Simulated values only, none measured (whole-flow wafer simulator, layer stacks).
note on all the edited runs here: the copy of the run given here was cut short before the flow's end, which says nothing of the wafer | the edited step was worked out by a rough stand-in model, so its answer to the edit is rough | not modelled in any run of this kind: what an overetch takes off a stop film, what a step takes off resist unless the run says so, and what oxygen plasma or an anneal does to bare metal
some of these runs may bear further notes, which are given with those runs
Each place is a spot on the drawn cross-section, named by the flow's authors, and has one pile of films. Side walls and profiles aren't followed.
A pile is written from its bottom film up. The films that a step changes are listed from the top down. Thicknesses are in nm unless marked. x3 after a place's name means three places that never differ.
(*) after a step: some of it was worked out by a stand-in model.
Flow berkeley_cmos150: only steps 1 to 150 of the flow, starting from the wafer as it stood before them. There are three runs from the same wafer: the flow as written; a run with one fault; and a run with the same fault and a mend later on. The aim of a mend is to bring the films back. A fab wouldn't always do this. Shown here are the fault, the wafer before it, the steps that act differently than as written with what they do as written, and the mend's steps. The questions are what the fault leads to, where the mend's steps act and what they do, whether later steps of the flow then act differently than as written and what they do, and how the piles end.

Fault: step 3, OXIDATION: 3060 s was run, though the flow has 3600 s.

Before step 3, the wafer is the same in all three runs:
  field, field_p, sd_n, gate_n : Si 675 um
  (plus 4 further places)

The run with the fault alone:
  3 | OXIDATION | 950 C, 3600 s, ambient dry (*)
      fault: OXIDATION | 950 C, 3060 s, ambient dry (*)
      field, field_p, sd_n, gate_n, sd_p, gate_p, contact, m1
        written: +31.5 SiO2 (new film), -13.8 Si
        fault: +28.4 SiO2 (new film), -12.5 Si
  Later steps of the flow that are run all act as written at every place that is followed, up to a difference of at most 2% or 0.5 nm, whichever is larger.
  At the end the piles are close to the flow's at the places that both follow, differing by at most 2% or 0.5 nm, whichever is larger.

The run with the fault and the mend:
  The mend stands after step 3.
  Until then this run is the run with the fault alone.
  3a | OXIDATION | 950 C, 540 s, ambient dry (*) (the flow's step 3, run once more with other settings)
      field, field_p, sd_n, gate_n, sd_p, gate_p, contact, m1
        +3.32 SiO2, -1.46 Si
  Later steps of the flow that are run all act as written at every place that is followed, up to a difference of at most 2% or 0.5 nm, whichever is larger.
  By the end, the piles equal the flow's at every place that both follow.
